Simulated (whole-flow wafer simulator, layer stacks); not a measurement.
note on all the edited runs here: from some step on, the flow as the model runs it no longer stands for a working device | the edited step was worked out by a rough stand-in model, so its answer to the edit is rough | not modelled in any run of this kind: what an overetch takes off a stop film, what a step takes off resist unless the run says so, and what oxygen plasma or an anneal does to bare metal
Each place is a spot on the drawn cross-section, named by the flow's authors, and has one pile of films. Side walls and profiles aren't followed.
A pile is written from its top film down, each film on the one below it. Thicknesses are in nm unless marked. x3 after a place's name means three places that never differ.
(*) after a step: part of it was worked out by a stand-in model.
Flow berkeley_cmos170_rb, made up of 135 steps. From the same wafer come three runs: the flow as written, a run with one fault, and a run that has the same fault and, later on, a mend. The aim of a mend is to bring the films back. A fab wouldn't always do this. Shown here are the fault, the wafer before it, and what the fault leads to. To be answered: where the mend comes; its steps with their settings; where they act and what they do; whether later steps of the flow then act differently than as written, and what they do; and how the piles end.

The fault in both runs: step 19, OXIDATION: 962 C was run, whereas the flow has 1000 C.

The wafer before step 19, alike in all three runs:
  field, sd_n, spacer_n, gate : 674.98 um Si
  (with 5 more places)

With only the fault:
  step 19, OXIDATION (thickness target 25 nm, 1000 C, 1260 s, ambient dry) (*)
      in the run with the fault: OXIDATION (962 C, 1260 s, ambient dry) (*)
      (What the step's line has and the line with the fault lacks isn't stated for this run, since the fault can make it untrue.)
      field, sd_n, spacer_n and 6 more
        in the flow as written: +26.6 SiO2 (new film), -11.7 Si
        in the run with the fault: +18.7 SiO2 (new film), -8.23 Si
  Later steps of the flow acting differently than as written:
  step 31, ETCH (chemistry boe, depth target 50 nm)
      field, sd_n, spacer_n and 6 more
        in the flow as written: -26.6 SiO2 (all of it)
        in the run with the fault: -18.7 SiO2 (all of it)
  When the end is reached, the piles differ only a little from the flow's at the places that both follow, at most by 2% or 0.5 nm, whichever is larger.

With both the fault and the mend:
  After step 20 comes the mend.
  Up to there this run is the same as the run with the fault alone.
  step 20a, OXIDATION (1000 C, 489 s, ambient dry) (*) (the flow's step 19, run once more with other settings)
      field, sd_n, spacer_n and 6 more
        +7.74 SiO2, -3.4 Si
  Later steps of the flow that are run all act as written at every place that is followed, up to a difference of at most 2% or 0.5 nm, whichever is larger.
  At every place that both follow, the piles at the end match the flow's.
